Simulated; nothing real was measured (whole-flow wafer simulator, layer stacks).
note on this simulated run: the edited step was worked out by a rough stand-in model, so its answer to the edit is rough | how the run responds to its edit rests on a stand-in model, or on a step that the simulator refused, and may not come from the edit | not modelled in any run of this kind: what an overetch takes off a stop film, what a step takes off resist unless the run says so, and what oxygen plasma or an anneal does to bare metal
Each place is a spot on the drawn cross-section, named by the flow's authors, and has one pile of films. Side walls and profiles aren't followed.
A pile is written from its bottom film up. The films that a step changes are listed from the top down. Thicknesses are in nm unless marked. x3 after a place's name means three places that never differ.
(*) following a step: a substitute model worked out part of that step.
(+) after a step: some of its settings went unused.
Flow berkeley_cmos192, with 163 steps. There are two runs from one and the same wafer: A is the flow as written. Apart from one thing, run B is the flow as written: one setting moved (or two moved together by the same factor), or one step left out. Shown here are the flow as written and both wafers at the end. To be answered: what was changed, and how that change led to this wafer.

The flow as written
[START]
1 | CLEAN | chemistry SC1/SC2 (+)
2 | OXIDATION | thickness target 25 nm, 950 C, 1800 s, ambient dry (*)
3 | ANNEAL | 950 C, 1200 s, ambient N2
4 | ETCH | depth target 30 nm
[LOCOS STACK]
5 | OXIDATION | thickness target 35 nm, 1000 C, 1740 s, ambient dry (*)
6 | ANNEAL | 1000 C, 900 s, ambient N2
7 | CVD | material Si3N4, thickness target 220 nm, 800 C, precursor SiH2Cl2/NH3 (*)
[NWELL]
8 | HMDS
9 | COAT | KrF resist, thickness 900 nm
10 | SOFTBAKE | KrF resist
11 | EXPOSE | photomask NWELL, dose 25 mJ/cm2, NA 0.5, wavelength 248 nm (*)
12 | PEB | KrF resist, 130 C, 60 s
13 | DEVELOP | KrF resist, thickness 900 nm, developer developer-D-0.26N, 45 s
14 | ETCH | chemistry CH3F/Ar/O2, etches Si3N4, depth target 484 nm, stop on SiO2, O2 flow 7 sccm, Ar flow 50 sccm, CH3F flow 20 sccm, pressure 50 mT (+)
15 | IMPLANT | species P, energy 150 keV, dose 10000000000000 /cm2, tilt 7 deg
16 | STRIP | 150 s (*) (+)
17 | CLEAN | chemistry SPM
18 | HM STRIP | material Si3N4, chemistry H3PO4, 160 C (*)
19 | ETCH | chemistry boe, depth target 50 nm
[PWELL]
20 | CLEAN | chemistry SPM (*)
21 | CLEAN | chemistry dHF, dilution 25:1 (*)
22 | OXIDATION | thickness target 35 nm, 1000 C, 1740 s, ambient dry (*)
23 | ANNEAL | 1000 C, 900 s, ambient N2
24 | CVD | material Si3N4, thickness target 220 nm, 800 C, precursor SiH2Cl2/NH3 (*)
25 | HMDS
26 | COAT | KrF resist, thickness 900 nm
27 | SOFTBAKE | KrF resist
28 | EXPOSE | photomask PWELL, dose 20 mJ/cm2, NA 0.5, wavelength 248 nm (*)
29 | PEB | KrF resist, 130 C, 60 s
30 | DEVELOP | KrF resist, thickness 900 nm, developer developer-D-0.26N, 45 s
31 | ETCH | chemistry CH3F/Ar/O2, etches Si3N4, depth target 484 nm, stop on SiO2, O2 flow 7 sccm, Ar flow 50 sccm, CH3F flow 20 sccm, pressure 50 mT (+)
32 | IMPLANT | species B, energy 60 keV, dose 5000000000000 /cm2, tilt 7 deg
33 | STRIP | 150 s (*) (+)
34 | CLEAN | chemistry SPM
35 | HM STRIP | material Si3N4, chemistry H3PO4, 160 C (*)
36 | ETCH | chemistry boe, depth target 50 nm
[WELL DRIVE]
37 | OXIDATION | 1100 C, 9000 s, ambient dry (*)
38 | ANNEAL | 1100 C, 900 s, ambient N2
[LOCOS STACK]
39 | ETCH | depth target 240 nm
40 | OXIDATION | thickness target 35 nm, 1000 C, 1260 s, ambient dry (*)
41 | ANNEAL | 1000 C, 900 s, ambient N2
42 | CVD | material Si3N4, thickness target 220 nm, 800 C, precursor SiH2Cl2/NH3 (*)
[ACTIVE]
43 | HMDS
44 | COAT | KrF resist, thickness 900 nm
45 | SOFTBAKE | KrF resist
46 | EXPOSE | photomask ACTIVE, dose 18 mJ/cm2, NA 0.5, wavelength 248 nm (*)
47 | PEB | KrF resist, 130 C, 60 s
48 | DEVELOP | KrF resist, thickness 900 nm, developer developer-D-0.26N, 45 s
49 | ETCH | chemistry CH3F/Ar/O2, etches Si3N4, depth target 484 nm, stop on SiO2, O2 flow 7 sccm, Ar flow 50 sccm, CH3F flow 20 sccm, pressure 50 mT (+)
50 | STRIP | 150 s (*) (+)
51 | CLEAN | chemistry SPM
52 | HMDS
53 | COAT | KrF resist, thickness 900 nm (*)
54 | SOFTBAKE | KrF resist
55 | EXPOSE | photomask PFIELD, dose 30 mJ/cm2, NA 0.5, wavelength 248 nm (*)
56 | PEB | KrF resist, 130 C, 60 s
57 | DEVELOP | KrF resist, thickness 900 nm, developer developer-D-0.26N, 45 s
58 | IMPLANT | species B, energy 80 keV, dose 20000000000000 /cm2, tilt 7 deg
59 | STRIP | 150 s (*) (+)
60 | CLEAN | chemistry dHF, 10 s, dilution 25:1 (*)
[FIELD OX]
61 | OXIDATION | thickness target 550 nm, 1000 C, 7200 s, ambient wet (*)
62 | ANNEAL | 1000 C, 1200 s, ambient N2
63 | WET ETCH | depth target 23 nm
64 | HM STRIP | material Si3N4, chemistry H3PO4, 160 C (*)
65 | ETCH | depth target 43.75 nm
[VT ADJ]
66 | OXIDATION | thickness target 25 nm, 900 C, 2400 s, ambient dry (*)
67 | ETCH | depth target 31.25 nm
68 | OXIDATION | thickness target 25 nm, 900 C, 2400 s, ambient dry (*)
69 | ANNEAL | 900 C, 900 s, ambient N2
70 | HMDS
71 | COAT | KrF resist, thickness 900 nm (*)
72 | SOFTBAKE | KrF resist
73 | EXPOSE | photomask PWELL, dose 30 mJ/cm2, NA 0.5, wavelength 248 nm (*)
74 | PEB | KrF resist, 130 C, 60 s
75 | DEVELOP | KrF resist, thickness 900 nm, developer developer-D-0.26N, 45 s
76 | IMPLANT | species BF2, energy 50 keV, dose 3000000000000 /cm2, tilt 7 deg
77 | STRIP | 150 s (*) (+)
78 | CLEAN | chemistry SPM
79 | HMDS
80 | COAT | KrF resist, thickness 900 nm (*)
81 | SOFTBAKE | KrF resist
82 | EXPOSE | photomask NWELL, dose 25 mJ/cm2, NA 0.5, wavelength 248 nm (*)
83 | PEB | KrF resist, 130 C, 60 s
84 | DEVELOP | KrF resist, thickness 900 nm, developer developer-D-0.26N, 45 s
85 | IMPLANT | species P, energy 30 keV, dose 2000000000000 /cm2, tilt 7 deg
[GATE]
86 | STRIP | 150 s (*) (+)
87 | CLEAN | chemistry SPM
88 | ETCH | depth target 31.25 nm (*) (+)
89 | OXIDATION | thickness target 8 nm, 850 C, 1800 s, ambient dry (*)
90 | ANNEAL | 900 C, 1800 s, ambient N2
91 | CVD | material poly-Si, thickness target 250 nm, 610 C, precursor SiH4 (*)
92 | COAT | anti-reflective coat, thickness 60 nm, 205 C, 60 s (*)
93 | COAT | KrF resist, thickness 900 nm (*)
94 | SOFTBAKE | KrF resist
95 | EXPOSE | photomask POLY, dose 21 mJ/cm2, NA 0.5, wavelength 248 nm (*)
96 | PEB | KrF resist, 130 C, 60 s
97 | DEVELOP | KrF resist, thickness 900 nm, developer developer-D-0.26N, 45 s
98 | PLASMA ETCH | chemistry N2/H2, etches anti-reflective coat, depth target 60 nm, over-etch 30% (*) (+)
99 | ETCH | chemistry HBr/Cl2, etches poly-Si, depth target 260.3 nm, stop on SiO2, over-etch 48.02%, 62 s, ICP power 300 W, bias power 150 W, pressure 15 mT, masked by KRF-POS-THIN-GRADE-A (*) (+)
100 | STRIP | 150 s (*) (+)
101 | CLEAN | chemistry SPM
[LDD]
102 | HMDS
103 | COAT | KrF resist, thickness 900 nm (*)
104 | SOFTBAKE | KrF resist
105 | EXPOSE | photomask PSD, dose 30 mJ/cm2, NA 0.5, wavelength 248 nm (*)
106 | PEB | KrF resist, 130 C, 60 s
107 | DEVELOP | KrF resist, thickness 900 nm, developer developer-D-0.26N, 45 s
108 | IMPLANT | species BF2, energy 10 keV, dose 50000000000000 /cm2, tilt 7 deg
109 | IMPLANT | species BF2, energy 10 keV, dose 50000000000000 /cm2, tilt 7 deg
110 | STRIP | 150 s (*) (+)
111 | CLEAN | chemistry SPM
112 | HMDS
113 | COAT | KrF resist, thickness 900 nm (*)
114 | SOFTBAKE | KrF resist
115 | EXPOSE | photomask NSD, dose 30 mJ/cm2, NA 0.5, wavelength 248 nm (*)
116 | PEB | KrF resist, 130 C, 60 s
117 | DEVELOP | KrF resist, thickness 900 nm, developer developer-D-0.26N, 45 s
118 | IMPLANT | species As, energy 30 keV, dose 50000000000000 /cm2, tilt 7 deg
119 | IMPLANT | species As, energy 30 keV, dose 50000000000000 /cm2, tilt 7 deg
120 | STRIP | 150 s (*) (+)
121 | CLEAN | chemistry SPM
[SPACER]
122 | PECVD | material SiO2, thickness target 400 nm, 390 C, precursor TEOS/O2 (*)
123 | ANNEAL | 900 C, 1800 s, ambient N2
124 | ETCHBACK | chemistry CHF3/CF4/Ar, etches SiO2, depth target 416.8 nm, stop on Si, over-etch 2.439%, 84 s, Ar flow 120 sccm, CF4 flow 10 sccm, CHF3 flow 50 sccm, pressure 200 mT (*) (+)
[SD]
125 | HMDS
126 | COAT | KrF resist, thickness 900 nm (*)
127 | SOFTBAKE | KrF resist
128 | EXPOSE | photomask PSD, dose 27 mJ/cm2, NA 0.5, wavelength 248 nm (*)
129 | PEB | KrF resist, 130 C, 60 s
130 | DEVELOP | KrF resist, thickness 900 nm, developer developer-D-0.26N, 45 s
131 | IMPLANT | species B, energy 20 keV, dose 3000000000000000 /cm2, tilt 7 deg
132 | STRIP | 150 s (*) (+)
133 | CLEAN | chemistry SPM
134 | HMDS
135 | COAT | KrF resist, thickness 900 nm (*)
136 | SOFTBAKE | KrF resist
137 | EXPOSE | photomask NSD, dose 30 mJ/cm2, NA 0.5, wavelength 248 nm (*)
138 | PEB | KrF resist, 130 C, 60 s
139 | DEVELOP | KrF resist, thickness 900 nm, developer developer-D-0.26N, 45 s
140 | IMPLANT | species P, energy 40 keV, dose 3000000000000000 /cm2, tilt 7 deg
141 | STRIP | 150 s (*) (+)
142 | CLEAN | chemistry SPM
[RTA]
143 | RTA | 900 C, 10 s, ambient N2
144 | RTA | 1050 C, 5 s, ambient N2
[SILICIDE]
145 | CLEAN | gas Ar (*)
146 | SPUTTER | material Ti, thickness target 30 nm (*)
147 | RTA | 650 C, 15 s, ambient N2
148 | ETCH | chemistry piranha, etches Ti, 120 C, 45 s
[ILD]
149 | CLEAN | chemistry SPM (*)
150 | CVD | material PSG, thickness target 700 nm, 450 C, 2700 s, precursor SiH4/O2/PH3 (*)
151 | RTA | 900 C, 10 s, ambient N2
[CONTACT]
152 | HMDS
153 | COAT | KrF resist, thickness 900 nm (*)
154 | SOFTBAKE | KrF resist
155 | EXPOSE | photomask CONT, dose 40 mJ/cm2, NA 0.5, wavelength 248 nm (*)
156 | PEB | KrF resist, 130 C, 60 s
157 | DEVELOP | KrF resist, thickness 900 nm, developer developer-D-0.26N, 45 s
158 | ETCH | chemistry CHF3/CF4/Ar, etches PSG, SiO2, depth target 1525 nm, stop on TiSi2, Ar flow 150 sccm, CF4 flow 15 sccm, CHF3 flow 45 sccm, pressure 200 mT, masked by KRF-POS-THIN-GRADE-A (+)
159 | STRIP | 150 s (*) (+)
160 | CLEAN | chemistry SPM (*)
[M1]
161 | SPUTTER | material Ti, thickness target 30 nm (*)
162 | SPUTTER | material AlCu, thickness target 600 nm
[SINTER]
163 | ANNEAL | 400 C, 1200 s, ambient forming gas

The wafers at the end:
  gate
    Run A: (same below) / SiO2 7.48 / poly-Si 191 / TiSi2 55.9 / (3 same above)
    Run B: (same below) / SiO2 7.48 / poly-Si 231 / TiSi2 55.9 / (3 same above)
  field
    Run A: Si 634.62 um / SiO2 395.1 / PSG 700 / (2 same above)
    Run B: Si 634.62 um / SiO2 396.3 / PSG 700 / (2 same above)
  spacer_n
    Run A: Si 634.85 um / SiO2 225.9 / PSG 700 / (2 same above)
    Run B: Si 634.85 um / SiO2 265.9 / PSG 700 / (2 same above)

The reason: step 91, CVD: thickness target 290 nm was run, while the flow as written has thickness target 250 nm.

How this came from the change, step by step:
  91 | CVD | material poly-Si, thickness target 250 nm, 610 C, precursor SiH4 (*)
      field, sd_n, spacer_n and 6 more: A +250 poly-Si (new film) | B +290 poly-Si (new film)
  99 | ETCH | chemistry HBr/Cl2, etches poly-Si, depth target 260.3 nm, stop on SiO2, over-etch 48.02%, 62 s, ICP power 300 W, bias power 150 W, pressure 15 mT, masked by KRF-POS-THIN-GRADE-A (*) (+)
      spacer_n, spacer_p: A -245.8 poly-Si (all of it), -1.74 SiO2 | B -285.7 poly-Si (all of it), -0.5 SiO2
      field: A -245.8 poly-Si (all of it), -1.74 SiO2 | B -285.8 poly-Si (all of it), -0.5 SiO2
      (as well as at 4 more places)
  103 | COAT | KrF resist, thickness 900 nm (*)
      gate: A +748 KrF resist (new film) | B +714.6 KrF resist (new film)
      gate_p: A +744.1 KrF resist (new film) | B +710.7 KrF resist (new film)
  107 | DEVELOP | KrF resist, thickness 900 nm, developer developer-D-0.26N, 45 s
      gate_p: A -742.9 KrF resist (all of it) | B -709.6 KrF resist (all of it)
  110 | STRIP | 150 s (*) (+)
      gate: A -732.7 KrF resist (all of it), +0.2 chemical SiO2, -0.09 poly-Si | B -699.3 KrF resist (all of it), +0.2 chemical SiO2, -0.09 poly-Si
  113 | COAT | KrF resist, thickness 900 nm (*)
      gate: A +747.9 KrF resist (new film) | B +714.6 KrF resist (new film)
      gate_p: A +743.9 KrF resist (new film) | B +710.6 KrF resist (new film)
  117 | DEVELOP | KrF resist, thickness 900 nm, developer developer-D-0.26N, 45 s
      gate: A -746.8 KrF resist (all of it) | B -713.5 KrF resist (all of it)
  120 | STRIP | 150 s (*) (+)
      gate_p: A -728.6 KrF resist (all of it), +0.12 chemical SiO2, -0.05 poly-Si | B -695.3 KrF resist (all of it), +0.12 chemical SiO2, -0.05 poly-Si
  124 | ETCHBACK | chemistry CHF3/CF4/Ar, etches SiO2, depth target 416.8 nm, stop on Si, over-etch 2.439%, 84 s, Ar flow 120 sccm, CF4 flow 10 sccm, CHF3 flow 50 sccm, pressure 200 mT (*) (+)
      spacer_n: A -160 SiO2 | B -121.2 SiO2
      spacer_p: A -159.9 SiO2 | B -121.2 SiO2
  126 | COAT | KrF resist, thickness 900 nm (*)
      spacer_n: A +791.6 KrF resist (new film) | B +762.3 KrF resist (new film)
      gate: A +771.5 KrF resist (new film) | B +742.9 KrF resist (new film)
      (as well as at 2 more places)
  130 | DEVELOP | KrF resist, thickness 900 nm, developer developer-D-0.26N, 45 s
      spacer_p: A -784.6 KrF resist (all of it) | B -755.4 KrF resist (all of it)
      gate_p: A -764.3 KrF resist (all of it) | B -735.8 KrF resist (all of it)
  132 | STRIP | 150 s (*) (+)
      spacer_n: A -776.1 KrF resist (all of it) | B -746.9 KrF resist (all of it)
      gate: A +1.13 chemical SiO2 (new film), -756.1 KrF resist (all of it), -0.5 poly-Si | B +1.13 chemical SiO2 (new film), -727.5 KrF resist (all of it), -0.5 poly-Si
  135 | COAT | KrF resist, thickness 900 nm (*)
      spacer_n: A +791.1 KrF resist (new film) | B +762.6 KrF resist (new film)
      gate: A +770.3 KrF resist (new film) | B +742.5 KrF resist (new film)
      (as well as at 2 more places)
  139 | DEVELOP | KrF resist, thickness 900 nm, developer developer-D-0.26N, 45 s
      spacer_n: A -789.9 KrF resist (all of it) | B -761.4 KrF resist (all of it)
      gate: A -769.1 KrF resist (all of it) | B -741.4 KrF resist (all of it)
  141 | STRIP | 150 s (*) (+)
      spacer_p: A -770.2 KrF resist (all of it) | B -741.6 KrF resist (all of it)
      gate_p: A -749.1 KrF resist (all of it), +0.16 chemical SiO2 | B -721.3 KrF resist (all of it), +0.16 chemical SiO2
  153 | COAT | KrF resist, thickness 900 nm (*)
      spacer_n: A +829.8 KrF resist (new film) | B +808.3 KrF resist (new film)
      gate: A +809.7 KrF resist (new film) | B +790.7 KrF resist (new film)
      (as well as at 2 more places)
  159 | STRIP | 150 s (*) (+)
      spacer_n: A -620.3 KrF resist (all of it) | B -598.7 KrF resist (all of it)
      gate: A -600.1 KrF resist (all of it) | B -581.2 KrF resist (all of it)
      (as well as at 2 more places)
